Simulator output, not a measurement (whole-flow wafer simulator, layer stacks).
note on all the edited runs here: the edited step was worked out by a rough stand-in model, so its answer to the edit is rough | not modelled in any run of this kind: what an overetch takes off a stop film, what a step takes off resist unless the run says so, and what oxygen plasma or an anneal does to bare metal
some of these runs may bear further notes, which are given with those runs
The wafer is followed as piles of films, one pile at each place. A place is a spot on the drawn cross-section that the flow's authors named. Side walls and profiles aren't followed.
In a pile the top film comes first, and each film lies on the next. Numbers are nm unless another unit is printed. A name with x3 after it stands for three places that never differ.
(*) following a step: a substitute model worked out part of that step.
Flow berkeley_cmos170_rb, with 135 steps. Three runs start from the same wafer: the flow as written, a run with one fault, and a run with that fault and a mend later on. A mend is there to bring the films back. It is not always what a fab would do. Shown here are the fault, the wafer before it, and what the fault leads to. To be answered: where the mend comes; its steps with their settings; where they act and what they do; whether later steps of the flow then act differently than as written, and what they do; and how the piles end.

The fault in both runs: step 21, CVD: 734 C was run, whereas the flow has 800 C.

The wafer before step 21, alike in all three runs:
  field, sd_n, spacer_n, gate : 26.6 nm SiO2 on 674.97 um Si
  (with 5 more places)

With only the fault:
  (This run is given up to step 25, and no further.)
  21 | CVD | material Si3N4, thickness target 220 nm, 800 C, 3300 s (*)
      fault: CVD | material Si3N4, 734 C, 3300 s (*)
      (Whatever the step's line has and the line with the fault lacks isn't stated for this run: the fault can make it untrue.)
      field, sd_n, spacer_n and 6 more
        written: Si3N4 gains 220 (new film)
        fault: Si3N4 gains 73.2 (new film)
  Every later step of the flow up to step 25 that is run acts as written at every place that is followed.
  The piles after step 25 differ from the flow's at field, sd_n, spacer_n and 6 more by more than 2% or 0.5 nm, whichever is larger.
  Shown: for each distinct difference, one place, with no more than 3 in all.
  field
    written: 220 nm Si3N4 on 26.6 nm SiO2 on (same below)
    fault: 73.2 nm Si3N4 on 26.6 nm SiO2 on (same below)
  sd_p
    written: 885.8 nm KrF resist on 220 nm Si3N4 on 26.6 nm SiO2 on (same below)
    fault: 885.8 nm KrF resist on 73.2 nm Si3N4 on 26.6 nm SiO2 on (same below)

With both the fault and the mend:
  After step 21 comes the mend.
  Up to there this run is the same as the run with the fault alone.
  21a | CVD | material Si3N4, thickness target 146.8 nm, 800 C, 2202 s (*) (the flow's step 21, run once more with other settings)
      field, sd_n, spacer_n and 6 more
        Si3N4 gains 146.8
  Every later step of the flow that is run acts as written at every place that is followed.
  At every place that both follow, the piles at the end match the flow's.
